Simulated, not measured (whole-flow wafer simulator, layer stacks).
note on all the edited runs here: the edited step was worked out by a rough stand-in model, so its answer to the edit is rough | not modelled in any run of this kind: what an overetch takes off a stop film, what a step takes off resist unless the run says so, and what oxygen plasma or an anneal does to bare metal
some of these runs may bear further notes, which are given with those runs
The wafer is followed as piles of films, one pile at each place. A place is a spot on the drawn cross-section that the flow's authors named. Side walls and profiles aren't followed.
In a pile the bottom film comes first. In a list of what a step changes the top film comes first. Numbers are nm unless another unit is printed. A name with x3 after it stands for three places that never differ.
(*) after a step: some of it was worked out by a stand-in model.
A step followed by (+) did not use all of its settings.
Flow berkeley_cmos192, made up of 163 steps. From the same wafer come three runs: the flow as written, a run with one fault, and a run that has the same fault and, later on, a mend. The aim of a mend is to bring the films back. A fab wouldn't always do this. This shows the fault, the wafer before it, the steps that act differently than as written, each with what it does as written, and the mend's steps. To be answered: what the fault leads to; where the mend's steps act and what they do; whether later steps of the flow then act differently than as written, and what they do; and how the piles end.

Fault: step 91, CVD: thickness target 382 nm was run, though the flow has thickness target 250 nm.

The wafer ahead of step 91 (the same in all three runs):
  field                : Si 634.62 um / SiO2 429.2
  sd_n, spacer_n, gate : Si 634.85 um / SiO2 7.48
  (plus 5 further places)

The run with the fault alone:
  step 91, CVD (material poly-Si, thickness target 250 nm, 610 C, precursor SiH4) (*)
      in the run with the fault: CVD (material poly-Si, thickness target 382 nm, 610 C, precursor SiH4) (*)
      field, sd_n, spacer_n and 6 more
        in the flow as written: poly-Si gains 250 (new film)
        in the run with the fault: poly-Si gains 382 (new film)
  Steps later in the flow that act otherwise than as written (16 more steps, not shown, differ only slightly: by at most 2% or 0.5 nm, whichever is larger):
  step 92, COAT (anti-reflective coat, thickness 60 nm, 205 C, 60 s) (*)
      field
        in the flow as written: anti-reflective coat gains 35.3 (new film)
        in the run with the fault: anti-reflective coat gains 36.7 (new film)
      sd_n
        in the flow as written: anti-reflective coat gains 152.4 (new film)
        in the run with the fault: anti-reflective coat gains 158 (new film)
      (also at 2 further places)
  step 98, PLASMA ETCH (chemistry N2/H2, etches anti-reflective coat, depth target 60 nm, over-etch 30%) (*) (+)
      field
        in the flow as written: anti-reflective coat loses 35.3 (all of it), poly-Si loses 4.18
        in the run with the fault: anti-reflective coat loses 36.7 (all of it), poly-Si loses 4.33
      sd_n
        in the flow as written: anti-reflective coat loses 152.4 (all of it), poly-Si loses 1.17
        in the run with the fault: anti-reflective coat loses 158 (all of it), poly-Si loses 1.22
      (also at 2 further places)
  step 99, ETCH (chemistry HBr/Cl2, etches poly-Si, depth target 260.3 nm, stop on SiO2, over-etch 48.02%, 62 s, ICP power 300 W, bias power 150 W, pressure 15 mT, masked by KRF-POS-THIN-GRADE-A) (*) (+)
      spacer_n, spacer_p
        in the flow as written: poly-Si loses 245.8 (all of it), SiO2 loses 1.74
        in the run with the fault: poly-Si loses 377.6 (all of it), SiO2 loses 0.04
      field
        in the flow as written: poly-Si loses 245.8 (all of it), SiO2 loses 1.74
        in the run with the fault: poly-Si loses 377.7 (all of it), SiO2 loses 0.04
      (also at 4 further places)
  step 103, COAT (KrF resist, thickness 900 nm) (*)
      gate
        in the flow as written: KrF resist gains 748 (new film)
        in the run with the fault: KrF resist gains 637.6 (new film)
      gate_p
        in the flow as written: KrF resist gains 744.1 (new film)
        in the run with the fault: KrF resist gains 633.7 (new film)
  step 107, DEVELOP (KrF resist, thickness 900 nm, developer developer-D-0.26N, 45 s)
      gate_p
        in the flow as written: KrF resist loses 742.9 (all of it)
        in the run with the fault: KrF resist loses 632.8 (all of it)
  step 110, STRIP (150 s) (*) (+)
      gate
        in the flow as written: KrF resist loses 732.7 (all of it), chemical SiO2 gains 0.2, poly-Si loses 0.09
        in the run with the fault: KrF resist loses 622.5 (all of it), chemical SiO2 gains 0.2, poly-Si loses 0.09
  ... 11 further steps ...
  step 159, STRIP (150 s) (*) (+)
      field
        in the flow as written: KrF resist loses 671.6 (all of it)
        in the run with the fault: KrF resist loses 687.3 (all of it)
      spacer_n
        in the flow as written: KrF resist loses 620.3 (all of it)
        in the run with the fault: KrF resist loses 550.1 (all of it)
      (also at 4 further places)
  At spacer_n, gate, spacer_p, gate_p, the piles at the end differ from the flow's by more than 2% or 0.5 nm, whichever is larger.
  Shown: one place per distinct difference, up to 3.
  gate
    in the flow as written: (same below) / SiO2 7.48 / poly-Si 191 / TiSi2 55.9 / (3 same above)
    in the run with the fault: (same below) / SiO2 7.48 / poly-Si 323 / TiSi2 55.9 / (3 same above)
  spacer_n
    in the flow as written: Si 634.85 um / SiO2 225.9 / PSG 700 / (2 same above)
    in the run with the fault: Si 634.85 um / SiO2 357.9 / PSG 700 / (2 same above)
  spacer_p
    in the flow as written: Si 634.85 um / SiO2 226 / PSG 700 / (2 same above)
    in the run with the fault: Si 634.85 um / SiO2 358 / PSG 700 / (2 same above)

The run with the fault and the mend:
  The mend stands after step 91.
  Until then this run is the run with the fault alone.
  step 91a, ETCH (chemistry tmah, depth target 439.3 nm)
      field, sd_n, spacer_n and 6 more
        poly-Si loses 382 (all of it)
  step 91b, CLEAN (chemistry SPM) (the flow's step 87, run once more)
      does not change any film at any place that is followed
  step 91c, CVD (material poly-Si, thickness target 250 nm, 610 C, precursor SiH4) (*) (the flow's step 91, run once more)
      field, sd_n, spacer_n and 6 more
        poly-Si gains 250 (new film)
  Later steps of the flow that are run all act as written at every place that is followed.
  At every place that both follow, the piles at the end match the flow's.
